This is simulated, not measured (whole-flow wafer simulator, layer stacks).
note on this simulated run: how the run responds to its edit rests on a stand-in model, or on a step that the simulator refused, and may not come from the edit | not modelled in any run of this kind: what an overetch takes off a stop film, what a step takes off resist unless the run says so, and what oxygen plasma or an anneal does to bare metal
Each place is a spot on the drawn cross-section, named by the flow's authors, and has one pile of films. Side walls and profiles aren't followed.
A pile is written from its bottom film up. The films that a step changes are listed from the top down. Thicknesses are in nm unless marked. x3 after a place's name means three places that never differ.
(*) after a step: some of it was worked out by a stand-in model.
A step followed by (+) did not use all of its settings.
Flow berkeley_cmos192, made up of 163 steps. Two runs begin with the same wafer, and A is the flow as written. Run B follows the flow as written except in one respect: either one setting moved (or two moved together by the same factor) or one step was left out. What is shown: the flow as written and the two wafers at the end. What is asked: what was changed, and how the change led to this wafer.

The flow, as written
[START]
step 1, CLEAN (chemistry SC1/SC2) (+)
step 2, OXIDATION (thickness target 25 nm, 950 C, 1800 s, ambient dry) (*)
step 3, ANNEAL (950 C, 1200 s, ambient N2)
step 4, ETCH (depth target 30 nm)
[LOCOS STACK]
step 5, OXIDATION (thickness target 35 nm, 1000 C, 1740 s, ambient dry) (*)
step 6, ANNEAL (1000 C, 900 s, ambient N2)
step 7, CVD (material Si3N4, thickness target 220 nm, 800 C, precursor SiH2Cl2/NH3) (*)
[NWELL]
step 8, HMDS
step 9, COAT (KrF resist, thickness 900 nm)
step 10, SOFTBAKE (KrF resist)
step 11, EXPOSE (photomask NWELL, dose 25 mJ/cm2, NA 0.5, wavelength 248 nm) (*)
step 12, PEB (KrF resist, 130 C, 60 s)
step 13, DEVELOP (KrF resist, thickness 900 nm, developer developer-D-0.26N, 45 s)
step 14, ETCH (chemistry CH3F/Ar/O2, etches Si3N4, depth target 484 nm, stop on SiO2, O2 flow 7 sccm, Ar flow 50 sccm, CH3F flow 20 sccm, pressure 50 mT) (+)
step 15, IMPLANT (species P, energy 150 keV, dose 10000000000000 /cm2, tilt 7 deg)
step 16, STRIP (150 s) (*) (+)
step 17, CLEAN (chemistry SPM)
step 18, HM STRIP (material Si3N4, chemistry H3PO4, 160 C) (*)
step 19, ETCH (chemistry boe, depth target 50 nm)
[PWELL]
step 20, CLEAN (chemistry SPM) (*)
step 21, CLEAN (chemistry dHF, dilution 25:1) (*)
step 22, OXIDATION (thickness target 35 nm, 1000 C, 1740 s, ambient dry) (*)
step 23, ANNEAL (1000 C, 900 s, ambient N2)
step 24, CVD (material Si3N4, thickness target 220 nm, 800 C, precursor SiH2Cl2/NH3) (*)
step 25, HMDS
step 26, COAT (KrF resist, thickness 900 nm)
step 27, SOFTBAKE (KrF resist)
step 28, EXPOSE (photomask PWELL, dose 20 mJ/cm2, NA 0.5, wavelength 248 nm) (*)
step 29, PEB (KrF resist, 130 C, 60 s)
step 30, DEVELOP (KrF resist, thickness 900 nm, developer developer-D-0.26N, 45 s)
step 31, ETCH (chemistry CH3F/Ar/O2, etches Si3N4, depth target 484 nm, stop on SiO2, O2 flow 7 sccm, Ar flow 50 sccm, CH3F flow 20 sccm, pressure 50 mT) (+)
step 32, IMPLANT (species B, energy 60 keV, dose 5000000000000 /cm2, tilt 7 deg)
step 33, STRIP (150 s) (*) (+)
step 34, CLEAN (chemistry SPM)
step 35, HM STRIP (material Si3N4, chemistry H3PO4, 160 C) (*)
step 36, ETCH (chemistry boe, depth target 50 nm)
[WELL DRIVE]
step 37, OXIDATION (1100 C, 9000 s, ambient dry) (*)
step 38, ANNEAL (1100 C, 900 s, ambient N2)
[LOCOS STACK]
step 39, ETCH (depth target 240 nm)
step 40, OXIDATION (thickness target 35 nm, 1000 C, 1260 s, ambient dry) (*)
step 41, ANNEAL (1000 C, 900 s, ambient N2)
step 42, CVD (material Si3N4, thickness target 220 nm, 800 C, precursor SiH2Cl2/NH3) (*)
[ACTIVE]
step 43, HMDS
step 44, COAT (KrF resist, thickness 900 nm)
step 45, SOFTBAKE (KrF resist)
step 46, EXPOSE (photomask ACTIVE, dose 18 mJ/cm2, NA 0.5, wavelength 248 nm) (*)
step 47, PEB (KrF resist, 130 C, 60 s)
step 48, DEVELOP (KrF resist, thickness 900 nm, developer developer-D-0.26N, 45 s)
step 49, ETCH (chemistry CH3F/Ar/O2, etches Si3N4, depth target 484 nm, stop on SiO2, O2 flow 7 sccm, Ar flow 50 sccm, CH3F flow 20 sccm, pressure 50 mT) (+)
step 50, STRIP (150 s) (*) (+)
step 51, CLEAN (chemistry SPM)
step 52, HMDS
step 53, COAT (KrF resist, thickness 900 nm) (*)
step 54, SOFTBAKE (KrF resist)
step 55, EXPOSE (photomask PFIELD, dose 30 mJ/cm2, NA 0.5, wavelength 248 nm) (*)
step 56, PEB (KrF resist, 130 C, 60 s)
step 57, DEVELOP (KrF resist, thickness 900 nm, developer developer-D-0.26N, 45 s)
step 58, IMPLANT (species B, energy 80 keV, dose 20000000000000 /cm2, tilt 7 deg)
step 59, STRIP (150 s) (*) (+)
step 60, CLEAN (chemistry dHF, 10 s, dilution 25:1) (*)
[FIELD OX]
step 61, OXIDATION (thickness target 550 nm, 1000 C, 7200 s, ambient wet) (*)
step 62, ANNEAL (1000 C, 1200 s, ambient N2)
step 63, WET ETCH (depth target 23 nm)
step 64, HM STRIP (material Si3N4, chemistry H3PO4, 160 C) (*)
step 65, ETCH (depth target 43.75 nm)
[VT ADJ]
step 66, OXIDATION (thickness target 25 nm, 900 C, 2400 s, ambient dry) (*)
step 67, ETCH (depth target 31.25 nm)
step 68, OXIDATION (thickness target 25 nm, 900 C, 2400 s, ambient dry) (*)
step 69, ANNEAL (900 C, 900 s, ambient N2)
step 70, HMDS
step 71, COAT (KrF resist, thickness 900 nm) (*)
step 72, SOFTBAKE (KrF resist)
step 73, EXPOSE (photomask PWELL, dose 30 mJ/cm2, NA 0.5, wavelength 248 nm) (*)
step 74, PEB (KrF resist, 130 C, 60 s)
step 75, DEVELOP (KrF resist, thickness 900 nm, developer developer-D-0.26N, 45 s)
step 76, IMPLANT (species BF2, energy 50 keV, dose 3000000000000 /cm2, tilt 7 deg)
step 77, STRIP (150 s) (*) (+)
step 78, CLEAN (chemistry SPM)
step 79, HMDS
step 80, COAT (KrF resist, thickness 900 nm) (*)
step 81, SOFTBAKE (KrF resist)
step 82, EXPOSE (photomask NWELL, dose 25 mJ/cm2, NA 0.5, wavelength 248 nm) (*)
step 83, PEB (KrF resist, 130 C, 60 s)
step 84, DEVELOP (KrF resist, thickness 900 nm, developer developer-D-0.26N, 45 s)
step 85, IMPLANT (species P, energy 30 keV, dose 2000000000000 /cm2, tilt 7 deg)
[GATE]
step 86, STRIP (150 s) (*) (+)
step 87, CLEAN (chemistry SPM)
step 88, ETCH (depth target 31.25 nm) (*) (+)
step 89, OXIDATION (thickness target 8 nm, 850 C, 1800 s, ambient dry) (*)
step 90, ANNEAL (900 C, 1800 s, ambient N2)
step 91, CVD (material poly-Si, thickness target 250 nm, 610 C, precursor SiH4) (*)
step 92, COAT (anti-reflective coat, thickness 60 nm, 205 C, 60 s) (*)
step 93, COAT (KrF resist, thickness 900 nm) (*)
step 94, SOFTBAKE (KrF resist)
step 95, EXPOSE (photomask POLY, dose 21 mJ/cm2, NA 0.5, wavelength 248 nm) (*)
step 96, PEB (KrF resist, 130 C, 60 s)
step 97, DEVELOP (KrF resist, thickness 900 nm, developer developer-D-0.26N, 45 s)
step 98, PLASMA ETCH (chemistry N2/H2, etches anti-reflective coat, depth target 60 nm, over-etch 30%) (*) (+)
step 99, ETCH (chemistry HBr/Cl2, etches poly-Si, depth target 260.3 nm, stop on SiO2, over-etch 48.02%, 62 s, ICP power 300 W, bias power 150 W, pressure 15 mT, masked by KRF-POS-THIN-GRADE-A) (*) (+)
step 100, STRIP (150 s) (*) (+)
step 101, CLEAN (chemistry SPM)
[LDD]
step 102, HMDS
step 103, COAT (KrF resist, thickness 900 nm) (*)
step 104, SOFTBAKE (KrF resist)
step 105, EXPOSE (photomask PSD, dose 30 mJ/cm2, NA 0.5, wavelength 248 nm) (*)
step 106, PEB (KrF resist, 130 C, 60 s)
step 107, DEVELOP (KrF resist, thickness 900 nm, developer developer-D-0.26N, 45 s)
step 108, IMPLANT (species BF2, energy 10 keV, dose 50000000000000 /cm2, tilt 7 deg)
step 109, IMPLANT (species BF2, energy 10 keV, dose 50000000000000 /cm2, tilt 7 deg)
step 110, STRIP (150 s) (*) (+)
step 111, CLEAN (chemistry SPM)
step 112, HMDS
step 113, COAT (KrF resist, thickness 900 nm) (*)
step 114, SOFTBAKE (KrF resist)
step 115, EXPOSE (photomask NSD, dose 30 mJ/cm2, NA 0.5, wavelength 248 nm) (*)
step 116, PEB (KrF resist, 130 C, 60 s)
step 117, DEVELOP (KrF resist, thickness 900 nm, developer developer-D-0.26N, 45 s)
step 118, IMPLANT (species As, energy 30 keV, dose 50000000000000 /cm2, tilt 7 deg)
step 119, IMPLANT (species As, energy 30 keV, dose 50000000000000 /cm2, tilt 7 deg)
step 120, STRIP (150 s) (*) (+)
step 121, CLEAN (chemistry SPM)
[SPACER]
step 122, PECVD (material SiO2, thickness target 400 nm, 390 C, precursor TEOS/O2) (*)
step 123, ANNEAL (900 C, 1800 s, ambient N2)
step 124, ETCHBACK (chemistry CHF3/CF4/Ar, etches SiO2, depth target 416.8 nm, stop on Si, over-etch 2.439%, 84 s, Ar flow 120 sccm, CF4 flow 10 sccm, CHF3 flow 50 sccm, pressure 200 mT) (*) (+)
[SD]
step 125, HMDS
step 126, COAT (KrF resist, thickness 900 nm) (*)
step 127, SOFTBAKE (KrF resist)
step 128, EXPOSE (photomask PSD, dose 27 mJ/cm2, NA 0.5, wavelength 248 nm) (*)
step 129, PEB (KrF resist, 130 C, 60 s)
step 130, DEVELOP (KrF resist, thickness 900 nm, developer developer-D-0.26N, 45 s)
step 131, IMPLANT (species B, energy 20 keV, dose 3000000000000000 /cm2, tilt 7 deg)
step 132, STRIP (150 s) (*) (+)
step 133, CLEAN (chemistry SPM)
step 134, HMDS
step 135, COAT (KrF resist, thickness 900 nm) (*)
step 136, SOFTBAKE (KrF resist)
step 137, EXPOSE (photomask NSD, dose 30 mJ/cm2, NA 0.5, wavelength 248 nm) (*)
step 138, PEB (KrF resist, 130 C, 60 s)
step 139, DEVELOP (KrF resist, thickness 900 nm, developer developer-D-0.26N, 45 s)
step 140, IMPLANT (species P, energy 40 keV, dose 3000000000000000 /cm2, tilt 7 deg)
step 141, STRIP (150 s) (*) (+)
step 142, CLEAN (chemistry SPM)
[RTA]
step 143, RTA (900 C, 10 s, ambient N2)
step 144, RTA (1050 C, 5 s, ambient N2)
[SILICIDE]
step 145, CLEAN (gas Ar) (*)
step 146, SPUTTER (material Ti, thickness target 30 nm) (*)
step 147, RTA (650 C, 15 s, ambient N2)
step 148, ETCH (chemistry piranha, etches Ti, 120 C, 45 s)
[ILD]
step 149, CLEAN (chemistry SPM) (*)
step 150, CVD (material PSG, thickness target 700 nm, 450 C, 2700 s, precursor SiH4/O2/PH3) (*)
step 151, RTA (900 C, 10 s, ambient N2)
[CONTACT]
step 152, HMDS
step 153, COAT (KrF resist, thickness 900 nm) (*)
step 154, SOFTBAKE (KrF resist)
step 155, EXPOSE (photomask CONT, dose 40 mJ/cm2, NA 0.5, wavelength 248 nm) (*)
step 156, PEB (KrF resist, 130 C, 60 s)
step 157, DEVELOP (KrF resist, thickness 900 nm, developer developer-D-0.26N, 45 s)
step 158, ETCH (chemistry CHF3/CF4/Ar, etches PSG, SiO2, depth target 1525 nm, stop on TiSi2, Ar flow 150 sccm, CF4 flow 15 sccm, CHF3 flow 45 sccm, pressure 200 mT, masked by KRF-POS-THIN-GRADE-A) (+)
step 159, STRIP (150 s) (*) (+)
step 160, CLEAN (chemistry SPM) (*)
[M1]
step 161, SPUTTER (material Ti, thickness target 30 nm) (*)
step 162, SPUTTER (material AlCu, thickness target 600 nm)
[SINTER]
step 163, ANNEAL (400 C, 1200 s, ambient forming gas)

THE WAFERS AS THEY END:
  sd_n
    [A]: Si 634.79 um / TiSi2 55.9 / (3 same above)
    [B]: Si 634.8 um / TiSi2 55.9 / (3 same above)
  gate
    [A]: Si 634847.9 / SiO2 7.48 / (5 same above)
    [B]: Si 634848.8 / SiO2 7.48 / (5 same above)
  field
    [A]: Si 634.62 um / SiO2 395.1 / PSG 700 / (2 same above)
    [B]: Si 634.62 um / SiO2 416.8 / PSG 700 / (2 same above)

Cause: step 65, ETCH: depth target 21.88 nm was run, whereas the flow has depth target 43.75 nm.

The path from the change to this, step by step:
  step 65, ETCH (depth target 43.75 nm)
      sd_n, spacer_n, gate, sd_p, spacer_p, gate_p, contact, m1: A -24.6 SiO2 (all of it) | B -21.9 SiO2
      field: A -43.8 SiO2 | B -21.9 SiO2
  step 66, OXIDATION (thickness target 25 nm, 900 C, 2400 s, ambient dry) (*)
      sd_n, spacer_n, gate, sd_p, spacer_p, gate_p, contact, m1: A +14.9 SiO2 (new film), -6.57 Si | B +12.9 SiO2, -5.69 Si
  step 67, ETCH (depth target 31.25 nm)
      spacer_n, spacer_p, gate_p, contact, m1: A -14.9 SiO2 (all of it) | B -15.6 SiO2 (all of it)
      sd_n, gate, sd_p: A -14.9 SiO2 (all of it) | B -15.7 SiO2 (all of it)
  step 92, COAT (anti-reflective coat, thickness 60 nm, 205 C, 60 s) (*)
      sd_n: A +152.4 anti-reflective coat (new film) | B +167.2 anti-reflective coat (new film)
      spacer_n: A +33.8 anti-reflective coat (new film) | B +28.9 anti-reflective coat (new film)
      (as well as at 6 more places)
  step 98, PLASMA ETCH (chemistry N2/H2, etches anti-reflective coat, depth target 60 nm, over-etch 30%) (*) (+)
      sd_n: A -152.4 anti-reflective coat (all of it), -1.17 poly-Si | B -167.2 anti-reflective coat (all of it), -1.29 poly-Si
      spacer_n: A -33.8 anti-reflective coat (all of it), -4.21 poly-Si | B -28.9 anti-reflective coat (all of it), -4.83 poly-Si
      (as well as at 4 more places)
  step 100, STRIP (150 s) (*) (+)
      gate: A +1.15 chemical SiO2 (new film), -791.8 KrF resist (all of it), -30 anti-reflective coat (all of it), -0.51 poly-Si | B +1.15 chemical SiO2 (new film), -809.4 KrF resist (all of it), -24.8 anti-reflective coat (all of it), -0.51 poly-Si
      gate_p: A +1.15 chemical SiO2 (new film), -765.1 KrF resist (all of it), -31 anti-reflective coat (all of it), -0.51 poly-Si | B +1.15 chemical SiO2 (new film), -776.5 KrF resist (all of it), -27.4 anti-reflective coat (all of it), -0.51 poly-Si
  step 147, RTA (650 C, 15 s, ambient N2)
      sd_p: A -21.9 Ti, +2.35 TiSi first (new film), +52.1 TiSi2 C49 (new film), -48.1 Si | B -21.5 Ti, +1.48 TiSi first (new film), +52.5 TiSi2 C49 (new film), -47.8 Si
  step 151, RTA (900 C, 10 s, ambient N2)
      sd_p: A under 1 film: +52.2 TiSi2 (new film), -2.25 TiSi first (all of it), -52.1 TiSi2 C49 (all of it), -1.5 Si | B under 1 film: +51.4 TiSi2 (new film), -1.38 TiSi first (all of it), -52.5 TiSi2 C49 (all of it), -0.92 Si
  step 162, SPUTTER (material AlCu, thickness target 600 nm)
      sd_p: A +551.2 AlCu (new film) | B +538.8 AlCu (new film)
